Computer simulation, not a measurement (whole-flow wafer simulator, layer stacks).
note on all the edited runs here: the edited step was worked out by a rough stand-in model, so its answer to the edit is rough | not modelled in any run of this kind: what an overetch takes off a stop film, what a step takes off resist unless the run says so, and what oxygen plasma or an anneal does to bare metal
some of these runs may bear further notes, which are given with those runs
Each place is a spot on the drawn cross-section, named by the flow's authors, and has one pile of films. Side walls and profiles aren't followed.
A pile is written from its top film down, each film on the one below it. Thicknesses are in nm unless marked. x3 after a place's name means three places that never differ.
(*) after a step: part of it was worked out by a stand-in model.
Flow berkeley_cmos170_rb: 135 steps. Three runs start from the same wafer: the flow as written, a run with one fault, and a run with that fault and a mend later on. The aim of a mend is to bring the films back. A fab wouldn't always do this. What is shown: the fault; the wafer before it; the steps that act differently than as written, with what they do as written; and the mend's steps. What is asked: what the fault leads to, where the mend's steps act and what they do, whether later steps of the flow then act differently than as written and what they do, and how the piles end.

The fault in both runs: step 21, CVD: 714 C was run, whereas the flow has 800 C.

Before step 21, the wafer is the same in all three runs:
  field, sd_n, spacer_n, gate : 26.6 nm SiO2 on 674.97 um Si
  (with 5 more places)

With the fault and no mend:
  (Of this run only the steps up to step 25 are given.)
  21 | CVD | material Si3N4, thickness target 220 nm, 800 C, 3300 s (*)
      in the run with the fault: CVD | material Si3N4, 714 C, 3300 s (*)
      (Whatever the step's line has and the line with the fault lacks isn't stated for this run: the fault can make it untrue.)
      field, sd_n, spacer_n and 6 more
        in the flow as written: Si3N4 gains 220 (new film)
        in the run with the fault: Si3N4 gains 48.7 (new film)
  Later steps of the flow up to step 25 that are run all act as written at every place that is followed.
  After step 25, at field, sd_n, spacer_n and 6 more, the piles differ from the flow's by more than 2% or 0.5 nm, whichever is larger.
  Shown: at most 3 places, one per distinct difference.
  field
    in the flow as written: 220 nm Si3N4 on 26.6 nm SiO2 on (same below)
    in the run with the fault: 48.7 nm Si3N4 on 26.6 nm SiO2 on (same below)
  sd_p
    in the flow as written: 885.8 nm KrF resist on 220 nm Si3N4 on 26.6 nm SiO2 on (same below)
    in the run with the fault: 885.8 nm KrF resist on 48.7 nm Si3N4 on 26.6 nm SiO2 on (same below)

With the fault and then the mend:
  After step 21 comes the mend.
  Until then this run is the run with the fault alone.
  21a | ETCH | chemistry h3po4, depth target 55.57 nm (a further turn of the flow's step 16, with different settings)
      field, sd_n, spacer_n and 6 more
        Si3N4 loses 48.7 (all of it)
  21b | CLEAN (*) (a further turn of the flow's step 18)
      does not change any film at any place that is followed
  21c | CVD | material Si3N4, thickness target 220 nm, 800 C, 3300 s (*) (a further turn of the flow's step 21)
      field, sd_n, spacer_n and 6 more
        Si3N4 gains 220 (new film)
  Later steps of the flow that are run all act as written at every place that is followed.
  The piles end the same as the flow's at every place that both follow.
